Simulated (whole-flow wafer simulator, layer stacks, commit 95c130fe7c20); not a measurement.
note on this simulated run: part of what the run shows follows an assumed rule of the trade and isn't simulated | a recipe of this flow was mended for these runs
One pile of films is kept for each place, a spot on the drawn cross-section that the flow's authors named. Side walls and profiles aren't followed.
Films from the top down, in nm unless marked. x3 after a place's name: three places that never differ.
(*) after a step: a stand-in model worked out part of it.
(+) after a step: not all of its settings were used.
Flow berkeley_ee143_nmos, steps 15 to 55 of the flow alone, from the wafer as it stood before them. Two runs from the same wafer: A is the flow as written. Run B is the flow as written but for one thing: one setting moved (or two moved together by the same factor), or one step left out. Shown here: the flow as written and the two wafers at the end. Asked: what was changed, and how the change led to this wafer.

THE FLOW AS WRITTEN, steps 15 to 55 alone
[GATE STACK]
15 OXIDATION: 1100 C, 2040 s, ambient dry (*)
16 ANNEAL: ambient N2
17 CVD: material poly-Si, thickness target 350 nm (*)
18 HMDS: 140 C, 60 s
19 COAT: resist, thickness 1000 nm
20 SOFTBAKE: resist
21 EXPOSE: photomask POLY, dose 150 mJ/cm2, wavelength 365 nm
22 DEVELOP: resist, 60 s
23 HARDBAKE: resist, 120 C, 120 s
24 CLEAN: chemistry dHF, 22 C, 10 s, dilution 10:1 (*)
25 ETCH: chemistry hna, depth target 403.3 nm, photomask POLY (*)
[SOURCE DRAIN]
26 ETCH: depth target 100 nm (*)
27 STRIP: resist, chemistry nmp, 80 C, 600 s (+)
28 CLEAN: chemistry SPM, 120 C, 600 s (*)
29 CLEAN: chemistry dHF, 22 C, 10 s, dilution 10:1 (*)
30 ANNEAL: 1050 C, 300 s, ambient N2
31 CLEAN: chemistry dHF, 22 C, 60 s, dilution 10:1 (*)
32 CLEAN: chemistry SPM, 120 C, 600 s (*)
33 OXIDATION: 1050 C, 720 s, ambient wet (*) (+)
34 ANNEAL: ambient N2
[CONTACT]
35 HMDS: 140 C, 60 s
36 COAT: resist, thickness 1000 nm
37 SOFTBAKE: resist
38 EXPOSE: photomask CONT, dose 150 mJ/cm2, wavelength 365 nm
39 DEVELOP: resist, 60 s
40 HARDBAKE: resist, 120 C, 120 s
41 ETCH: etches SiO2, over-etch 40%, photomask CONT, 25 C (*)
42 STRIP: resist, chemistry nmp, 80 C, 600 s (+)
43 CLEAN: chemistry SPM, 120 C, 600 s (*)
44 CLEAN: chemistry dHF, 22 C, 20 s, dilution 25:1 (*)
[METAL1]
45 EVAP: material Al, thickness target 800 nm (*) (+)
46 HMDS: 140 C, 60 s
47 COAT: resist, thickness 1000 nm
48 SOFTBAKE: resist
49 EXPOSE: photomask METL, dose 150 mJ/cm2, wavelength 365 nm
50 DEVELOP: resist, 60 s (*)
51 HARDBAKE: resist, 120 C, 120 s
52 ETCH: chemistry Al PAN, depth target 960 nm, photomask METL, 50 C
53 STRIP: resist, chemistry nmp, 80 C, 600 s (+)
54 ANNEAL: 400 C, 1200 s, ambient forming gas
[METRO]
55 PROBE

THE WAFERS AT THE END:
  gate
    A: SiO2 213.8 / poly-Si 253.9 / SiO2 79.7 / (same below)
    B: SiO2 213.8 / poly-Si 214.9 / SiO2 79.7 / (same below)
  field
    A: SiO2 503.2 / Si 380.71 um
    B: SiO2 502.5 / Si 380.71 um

The cause: step 17, CVD: thickness target 311 nm was run, where the flow has thickness target 350 nm.

How the change led to this, step by step:
  17 CVD: material poly-Si, thickness target 350 nm (*)
      gate, sd, contact, field: A poly-Si +350 (new film) | B poly-Si +311 (new film)
  25 ETCH: chemistry hna, depth target 403.3 nm, photomask POLY (*)
      sd, contact, field: A poly-Si -350 (all of it), SiO2 -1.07 | B poly-Si -311 (all of it), SiO2 -1.85
  36 COAT: resist, thickness 1000 nm
      gate: A resist +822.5 (new film) | B resist +843 (new film)
  40 HARDBAKE: resist, 120 C, 120 s
      gate: A resist -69 | B resist -70.8
  42 STRIP: resist, chemistry nmp, 80 C, 600 s (+)
      gate: A resist -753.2 (all of it) | B resist -771.8 (all of it)
  47 COAT: resist, thickness 1000 nm
      gate: A resist +834.7 (new film) | B resist +854.6 (new film)
  50 DEVELOP: resist, 60 s (*)
      gate: A resist -834.7 (all of it), Al -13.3 | B resist -854.6 (all of it), Al -13.3
